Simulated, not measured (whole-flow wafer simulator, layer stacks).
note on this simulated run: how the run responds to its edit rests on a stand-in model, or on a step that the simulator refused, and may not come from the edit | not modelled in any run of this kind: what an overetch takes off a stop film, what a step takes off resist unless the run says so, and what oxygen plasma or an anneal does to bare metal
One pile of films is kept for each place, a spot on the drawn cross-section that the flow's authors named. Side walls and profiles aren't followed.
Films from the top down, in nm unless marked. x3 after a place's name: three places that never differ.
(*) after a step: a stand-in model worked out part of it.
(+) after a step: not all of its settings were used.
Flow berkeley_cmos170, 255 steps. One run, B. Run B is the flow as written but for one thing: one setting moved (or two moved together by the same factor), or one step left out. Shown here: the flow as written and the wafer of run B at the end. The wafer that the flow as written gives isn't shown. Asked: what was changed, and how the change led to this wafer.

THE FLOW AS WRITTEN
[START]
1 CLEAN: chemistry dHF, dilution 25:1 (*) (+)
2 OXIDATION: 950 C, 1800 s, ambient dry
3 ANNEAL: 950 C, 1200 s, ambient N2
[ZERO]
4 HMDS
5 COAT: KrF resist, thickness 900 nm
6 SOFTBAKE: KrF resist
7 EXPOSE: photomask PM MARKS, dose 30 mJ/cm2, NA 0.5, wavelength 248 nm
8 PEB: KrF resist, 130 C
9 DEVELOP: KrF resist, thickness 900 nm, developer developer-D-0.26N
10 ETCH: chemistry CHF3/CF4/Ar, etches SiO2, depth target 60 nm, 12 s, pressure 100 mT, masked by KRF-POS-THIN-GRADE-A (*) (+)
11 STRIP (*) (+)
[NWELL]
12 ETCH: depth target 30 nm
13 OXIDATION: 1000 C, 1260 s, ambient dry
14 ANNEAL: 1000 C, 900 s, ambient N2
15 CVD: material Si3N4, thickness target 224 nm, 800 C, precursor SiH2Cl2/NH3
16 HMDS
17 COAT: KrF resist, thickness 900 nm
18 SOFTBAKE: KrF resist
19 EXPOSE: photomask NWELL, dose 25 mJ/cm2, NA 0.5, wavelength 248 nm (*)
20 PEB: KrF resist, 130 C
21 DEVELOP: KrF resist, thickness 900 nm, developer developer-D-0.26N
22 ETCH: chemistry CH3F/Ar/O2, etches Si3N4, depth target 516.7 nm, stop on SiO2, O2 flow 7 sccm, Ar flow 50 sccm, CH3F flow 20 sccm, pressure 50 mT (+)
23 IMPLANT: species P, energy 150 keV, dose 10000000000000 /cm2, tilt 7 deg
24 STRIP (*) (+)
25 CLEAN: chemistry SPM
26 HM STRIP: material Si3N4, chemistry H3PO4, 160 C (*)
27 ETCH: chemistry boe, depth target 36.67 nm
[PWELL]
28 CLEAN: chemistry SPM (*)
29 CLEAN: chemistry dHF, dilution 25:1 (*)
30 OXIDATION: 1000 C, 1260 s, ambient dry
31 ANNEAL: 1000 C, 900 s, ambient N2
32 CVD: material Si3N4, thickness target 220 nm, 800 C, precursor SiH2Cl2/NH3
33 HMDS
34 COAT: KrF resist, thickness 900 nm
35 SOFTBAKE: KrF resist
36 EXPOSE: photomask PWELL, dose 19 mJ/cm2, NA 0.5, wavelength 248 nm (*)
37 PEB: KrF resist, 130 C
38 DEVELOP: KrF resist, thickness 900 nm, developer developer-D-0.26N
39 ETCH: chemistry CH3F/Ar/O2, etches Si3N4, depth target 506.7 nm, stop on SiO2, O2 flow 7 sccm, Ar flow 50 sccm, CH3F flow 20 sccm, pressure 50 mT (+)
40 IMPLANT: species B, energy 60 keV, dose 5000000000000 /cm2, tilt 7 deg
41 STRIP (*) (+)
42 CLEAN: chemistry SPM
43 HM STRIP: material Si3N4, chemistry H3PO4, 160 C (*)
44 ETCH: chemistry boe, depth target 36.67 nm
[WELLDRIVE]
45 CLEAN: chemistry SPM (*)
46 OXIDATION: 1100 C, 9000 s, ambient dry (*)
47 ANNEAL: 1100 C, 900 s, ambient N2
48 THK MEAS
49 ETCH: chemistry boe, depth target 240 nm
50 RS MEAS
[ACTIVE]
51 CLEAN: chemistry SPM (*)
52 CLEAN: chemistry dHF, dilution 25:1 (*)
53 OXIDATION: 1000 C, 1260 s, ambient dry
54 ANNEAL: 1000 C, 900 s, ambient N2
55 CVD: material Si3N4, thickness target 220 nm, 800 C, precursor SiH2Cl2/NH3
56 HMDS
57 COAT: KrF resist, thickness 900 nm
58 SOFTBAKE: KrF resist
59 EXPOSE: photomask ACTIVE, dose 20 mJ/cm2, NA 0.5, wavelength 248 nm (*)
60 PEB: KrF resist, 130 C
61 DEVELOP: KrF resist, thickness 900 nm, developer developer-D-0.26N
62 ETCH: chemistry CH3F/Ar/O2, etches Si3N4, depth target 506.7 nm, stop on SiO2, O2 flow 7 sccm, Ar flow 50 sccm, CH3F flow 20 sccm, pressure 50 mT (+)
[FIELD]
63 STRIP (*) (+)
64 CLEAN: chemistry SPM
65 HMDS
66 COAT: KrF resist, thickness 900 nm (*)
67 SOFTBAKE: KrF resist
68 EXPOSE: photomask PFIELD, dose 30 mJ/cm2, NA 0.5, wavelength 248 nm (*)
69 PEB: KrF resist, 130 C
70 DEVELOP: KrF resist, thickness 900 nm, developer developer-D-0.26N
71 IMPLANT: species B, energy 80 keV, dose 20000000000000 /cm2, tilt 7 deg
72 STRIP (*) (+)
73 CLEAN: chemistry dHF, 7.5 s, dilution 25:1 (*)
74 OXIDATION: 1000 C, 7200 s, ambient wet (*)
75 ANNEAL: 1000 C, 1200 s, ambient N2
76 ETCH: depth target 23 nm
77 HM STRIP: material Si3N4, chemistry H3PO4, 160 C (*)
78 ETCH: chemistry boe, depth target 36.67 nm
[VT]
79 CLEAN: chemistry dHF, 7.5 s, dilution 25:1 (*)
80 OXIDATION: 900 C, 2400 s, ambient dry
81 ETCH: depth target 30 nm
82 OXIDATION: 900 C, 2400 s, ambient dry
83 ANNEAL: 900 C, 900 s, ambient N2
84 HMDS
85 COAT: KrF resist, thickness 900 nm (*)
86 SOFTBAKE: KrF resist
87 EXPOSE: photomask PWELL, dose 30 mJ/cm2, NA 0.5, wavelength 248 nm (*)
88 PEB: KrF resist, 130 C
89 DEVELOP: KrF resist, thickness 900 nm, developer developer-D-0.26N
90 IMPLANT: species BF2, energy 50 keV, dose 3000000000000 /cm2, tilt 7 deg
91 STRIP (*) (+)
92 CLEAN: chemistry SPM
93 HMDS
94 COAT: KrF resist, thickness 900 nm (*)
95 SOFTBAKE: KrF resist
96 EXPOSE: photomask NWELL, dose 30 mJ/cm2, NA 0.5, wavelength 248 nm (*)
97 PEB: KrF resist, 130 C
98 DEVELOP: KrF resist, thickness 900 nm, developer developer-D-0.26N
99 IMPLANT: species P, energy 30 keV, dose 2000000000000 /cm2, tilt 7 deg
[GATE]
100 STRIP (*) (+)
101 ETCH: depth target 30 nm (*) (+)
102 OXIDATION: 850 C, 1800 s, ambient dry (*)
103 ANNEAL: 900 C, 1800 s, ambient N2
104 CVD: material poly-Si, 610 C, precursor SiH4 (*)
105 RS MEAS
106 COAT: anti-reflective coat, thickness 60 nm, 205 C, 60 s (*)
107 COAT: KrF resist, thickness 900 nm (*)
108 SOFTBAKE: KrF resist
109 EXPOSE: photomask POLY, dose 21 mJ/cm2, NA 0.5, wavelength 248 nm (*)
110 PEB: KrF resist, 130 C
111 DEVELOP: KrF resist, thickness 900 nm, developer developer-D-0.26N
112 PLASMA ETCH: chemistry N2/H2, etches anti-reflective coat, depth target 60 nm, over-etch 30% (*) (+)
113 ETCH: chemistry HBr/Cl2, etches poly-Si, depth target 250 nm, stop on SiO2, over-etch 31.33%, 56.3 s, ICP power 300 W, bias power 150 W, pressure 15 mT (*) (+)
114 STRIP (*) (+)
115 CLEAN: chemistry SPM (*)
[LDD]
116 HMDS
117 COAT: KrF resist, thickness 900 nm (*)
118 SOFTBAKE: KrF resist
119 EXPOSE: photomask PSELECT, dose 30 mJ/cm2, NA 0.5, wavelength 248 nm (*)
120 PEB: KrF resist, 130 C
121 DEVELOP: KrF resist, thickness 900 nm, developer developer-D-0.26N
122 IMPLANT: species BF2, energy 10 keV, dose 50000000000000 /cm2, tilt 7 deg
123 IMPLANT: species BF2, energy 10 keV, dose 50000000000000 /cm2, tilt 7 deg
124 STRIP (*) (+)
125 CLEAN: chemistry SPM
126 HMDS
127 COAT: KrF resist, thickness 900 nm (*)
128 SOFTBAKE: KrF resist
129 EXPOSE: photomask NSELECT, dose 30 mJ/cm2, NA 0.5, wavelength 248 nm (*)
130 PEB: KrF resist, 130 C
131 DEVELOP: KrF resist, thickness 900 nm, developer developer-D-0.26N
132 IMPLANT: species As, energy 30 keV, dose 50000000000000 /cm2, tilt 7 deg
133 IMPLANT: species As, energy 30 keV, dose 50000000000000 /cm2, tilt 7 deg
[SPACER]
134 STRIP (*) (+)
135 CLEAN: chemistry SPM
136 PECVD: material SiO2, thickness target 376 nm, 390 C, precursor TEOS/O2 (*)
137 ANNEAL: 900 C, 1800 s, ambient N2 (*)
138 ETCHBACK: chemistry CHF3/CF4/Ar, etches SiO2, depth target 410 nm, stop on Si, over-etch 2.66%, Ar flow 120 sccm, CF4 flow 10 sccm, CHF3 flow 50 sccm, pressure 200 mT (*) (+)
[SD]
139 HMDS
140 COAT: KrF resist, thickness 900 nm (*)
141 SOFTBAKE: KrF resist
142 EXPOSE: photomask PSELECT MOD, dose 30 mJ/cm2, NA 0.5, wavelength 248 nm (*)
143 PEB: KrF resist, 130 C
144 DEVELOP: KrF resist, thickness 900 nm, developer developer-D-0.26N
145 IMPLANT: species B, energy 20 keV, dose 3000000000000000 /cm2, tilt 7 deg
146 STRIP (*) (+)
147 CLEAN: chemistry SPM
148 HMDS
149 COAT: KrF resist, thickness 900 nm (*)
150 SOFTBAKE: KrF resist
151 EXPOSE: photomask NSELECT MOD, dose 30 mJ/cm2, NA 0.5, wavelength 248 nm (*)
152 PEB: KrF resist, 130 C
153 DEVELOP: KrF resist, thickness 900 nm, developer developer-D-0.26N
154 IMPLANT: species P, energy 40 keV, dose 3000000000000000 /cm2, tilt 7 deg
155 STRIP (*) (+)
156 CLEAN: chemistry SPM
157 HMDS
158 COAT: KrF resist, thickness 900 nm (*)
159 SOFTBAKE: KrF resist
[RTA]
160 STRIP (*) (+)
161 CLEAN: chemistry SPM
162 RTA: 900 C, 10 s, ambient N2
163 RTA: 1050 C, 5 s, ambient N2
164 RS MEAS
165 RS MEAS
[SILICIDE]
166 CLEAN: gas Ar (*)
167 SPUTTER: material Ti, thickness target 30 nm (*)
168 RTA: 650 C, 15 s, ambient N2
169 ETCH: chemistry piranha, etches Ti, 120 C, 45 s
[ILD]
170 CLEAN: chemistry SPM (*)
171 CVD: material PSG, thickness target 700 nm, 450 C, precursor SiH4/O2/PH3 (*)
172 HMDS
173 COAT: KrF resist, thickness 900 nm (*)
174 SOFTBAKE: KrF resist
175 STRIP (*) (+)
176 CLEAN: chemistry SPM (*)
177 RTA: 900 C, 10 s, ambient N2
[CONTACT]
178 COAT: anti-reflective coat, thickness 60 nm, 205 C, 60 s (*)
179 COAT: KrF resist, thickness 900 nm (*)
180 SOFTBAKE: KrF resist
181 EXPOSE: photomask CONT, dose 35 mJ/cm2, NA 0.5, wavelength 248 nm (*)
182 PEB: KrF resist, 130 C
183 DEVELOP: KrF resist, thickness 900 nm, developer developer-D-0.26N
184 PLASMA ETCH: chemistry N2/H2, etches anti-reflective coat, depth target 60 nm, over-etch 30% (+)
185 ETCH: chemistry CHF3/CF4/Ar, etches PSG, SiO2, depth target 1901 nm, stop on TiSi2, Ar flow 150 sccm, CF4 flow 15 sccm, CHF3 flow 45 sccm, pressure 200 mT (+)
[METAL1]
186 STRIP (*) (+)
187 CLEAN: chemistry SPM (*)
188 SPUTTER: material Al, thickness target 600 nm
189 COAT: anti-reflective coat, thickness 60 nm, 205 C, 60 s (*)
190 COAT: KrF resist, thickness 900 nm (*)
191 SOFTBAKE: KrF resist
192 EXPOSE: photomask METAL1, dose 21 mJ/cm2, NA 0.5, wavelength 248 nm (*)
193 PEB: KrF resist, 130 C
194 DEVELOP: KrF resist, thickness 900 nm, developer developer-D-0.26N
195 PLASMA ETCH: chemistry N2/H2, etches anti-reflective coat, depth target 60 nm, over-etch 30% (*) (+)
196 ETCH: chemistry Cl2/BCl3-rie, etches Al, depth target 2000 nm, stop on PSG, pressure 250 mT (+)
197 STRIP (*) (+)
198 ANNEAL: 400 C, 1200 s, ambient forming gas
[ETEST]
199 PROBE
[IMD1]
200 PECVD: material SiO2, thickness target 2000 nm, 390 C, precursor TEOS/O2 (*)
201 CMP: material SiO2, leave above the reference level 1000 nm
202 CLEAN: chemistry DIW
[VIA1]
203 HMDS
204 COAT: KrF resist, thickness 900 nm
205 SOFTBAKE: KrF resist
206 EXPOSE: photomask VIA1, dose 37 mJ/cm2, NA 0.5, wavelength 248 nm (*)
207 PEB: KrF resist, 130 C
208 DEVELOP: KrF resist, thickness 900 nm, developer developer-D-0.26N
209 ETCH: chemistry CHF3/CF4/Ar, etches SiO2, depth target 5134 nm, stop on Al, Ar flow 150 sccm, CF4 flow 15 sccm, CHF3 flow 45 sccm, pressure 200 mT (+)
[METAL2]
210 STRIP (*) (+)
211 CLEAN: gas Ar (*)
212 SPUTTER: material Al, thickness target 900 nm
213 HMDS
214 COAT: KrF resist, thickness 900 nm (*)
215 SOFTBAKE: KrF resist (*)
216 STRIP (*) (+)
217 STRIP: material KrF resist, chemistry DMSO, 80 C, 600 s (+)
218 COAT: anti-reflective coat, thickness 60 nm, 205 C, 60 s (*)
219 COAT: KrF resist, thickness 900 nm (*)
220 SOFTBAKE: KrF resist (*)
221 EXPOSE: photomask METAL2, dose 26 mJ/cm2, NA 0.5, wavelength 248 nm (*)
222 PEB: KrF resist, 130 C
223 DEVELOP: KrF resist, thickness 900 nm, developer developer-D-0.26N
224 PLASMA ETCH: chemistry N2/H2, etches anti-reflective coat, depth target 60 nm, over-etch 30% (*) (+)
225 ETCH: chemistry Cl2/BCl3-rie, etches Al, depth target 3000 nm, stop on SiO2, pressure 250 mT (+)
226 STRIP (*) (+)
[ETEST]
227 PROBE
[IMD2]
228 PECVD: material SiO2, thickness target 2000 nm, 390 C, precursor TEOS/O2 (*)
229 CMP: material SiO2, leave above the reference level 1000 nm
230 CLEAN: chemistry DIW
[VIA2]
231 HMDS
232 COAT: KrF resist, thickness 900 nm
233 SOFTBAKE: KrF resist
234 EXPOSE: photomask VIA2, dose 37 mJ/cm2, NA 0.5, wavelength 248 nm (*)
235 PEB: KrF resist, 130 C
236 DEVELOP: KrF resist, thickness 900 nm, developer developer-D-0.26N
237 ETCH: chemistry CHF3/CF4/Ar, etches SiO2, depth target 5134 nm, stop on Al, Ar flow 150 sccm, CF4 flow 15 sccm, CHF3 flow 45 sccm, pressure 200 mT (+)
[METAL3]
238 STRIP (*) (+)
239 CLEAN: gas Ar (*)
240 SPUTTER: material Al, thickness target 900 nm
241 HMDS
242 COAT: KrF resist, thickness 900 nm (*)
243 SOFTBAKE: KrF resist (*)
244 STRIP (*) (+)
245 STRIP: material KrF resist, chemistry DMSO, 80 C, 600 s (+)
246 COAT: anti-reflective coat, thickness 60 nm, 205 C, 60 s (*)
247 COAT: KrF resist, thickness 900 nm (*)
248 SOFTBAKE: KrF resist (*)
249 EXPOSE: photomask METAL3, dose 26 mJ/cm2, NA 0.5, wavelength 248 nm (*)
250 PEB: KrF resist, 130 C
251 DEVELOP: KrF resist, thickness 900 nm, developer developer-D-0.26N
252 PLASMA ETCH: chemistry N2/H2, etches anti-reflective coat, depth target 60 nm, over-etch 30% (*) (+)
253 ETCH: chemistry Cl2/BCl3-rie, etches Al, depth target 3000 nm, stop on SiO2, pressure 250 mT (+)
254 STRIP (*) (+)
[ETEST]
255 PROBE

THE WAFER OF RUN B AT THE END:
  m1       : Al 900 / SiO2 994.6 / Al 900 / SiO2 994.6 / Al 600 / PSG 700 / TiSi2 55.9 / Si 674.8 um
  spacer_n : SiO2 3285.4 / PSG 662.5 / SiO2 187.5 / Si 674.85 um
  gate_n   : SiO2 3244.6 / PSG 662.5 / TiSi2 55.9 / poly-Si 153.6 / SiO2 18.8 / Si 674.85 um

The cause: step 101, ETCH: depth target 30 nm (*) (+), was left out.

How the change led to this, step by step:
  102 OXIDATION: 850 C, 1800 s, ambient dry (*)
      sd_n, spacer_n, gate_n and 8 more: SiO2 +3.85, Si -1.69 (as written it would be: SiO2 +7.48 (new film), Si -3.29)
  106 COAT: anti-reflective coat, thickness 60 nm, 205 C, 60 s (*)
      field: anti-reflective coat +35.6 (new film) (as written it would be: anti-reflective coat +34.7 (new film))
      sd_n: anti-reflective coat +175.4 (new film) (as written it would be: anti-reflective coat +158.6 (new film))
      (and at 7 more places)
  112 PLASMA ETCH: chemistry N2/H2, etches anti-reflective coat, depth target 60 nm, over-etch 30% (*) (+)
      field: anti-reflective coat -35.6 (all of it), poly-Si -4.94 (as written it would be: anti-reflective coat -34.7 (all of it), poly-Si -4.4)
      sd_n: anti-reflective coat -175.4 (all of it), poly-Si -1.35 (as written it would be: anti-reflective coat -158.6 (all of it), poly-Si -1.22)
      (and at 8 more places)
  114 STRIP (*) (+)
      gate_n: chemical SiO2 +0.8 (new film), KrF resist -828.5 (all of it), anti-reflective coat -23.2 (all of it), poly-Si -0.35 (as written it would be: chemical SiO2 +0.8 (new film), KrF resist -812.6 (all of it), anti-reflective coat -27.3 (all of it), poly-Si -0.35)
      gate_p: chemical SiO2 +0.8 (new film), KrF resist -790.8 (all of it), anti-reflective coat -27.5 (all of it), poly-Si -0.35 (as written it would be: chemical SiO2 +0.8 (new film), KrF resist -782.1 (all of it), anti-reflective coat -29.6 (all of it), poly-Si -0.35)
  138 ETCHBACK: chemistry CHF3/CF4/Ar, etches SiO2, depth target 410 nm, stop on Si, over-etch 2.66%, Ar flow 120 sccm, CF4 flow 10 sccm, CHF3 flow 50 sccm, pressure 200 mT (*) (+)
      sd_n, sd_p, contact, m1, via1, m2, via2: SiO2 -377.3 (all of it) (as written it would be: SiO2 -366 (all of it))
  178 COAT: anti-reflective coat, thickness 60 nm, 205 C, 60 s (*)
      sd_n: anti-reflective coat +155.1 (new film) (as written it would be: anti-reflective coat +135.1 (new film))
      sd_p: anti-reflective coat +86.1 (new film) (as written it would be: anti-reflective coat +83.4 (new film))
      (and at 3 more places)
  184 PLASMA ETCH: chemistry N2/H2, etches anti-reflective coat, depth target 60 nm, over-etch 30% (+)
      field, sd_n, spacer_n and 8 more: KrF resist -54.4 (as written it would be: KrF resist -52.6)
      contact: anti-reflective coat -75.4 (all of it), PSG -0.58 (as written it would be: anti-reflective coat -72.8 (all of it), PSG -0.56)
  186 STRIP (*) (+)
      sd_n: KrF resist -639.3 (all of it), anti-reflective coat -155.1 (all of it) (as written it would be: KrF resist -643.8 (all of it), anti-reflective coat -135.1 (all of it))
      sd_p: KrF resist -712.4 (all of it), anti-reflective coat -86.1 (all of it) (as written it would be: KrF resist -702.2 (all of it), anti-reflective coat -83.4 (all of it))
      (and at 2 more places)
  188 SPUTTER: material Al, thickness target 600 nm
      sd_p: Al +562 (new film) (as written it would be: Al +573.8 (new film))
  189 COAT: anti-reflective coat, thickness 60 nm, 205 C, 60 s (*)
      spacer_n: anti-reflective coat +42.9 (new film) (as written it would be: anti-reflective coat +41.9 (new film))
      sd_p: anti-reflective coat +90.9 (new film) (as written it would be: anti-reflective coat +86.5 (new film))
      (and at 3 more places)
  195 PLASMA ETCH: chemistry N2/H2, etches anti-reflective coat, depth target 60 nm, over-etch 30% (*) (+)
      contact, m1, via1, m2, via2: KrF resist -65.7 (as written it would be: KrF resist -62.5)
      spacer_n: anti-reflective coat -42.9 (all of it) (as written it would be: anti-reflective coat -41.9 (all of it))
      (and at 2 more places)
  196 ETCH: chemistry Cl2/BCl3-rie, etches Al, depth target 2000 nm, stop on PSG, pressure 250 mT (+)
      sd_p: Al -562 (all of it), PSG -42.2 (as written it would be: Al -573.8 (all of it), PSG -40.8)
  197 STRIP (*) (+)
      m1: KrF resist -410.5 (all of it), anti-reflective coat -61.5 (all of it) (as written it would be: KrF resist -404.7 (all of it), anti-reflective coat -63 (all of it))
      m2: KrF resist -421.4 (all of it), anti-reflective coat -57.4 (all of it) (as written it would be: KrF resist -412.9 (all of it), anti-reflective coat -61.1 (all of it))
  201 CMP: material SiO2, leave above the reference level 1000 nm
      spacer_n, spacer_p: SiO2 -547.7 (as written it would be: SiO2 -536.3)
      field: SiO2 -545.4 (as written it would be: SiO2 -517)
